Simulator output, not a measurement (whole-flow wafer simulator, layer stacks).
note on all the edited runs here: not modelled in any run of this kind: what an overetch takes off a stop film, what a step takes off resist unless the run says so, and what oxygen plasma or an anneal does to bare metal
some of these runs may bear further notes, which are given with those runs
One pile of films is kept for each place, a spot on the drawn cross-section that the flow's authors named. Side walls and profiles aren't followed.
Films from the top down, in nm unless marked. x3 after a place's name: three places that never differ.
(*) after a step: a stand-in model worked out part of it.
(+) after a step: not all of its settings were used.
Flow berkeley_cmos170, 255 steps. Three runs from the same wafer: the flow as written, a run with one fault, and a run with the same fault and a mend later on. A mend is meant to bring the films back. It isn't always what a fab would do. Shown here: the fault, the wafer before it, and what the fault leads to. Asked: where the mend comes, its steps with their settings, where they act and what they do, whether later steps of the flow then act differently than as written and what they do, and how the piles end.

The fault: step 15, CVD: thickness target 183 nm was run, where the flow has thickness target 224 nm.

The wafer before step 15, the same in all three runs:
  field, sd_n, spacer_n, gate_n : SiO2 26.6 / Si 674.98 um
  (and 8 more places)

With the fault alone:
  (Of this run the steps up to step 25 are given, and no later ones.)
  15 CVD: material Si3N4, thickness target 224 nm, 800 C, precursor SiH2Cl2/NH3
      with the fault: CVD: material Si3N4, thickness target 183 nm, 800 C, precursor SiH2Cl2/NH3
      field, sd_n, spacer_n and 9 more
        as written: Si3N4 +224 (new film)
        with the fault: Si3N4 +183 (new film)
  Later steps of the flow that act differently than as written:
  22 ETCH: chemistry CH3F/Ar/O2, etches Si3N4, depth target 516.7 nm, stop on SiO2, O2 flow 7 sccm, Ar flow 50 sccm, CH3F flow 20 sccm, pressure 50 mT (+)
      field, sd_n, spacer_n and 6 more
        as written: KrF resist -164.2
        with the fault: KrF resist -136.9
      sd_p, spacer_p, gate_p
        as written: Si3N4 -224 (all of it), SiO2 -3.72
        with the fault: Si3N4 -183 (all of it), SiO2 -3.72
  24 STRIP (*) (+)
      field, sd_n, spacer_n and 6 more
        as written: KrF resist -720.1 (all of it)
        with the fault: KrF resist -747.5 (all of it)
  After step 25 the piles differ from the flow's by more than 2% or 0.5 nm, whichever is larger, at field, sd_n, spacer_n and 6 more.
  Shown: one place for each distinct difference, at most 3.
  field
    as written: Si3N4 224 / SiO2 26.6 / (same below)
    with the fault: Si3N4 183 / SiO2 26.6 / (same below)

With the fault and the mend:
  The mend comes after step 15.
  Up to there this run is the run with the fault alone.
  15a CVD: material Si3N4, thickness target 41 nm, 800 C, precursor SiH2Cl2/NH3 (the flow's step 15 once more, with other settings)
      field, sd_n, spacer_n and 9 more
        Si3N4 +41
  No later step of the flow acts differently than as written at any place that is followed.
  At the end the piles are the same as the flow's at every place that both follow.
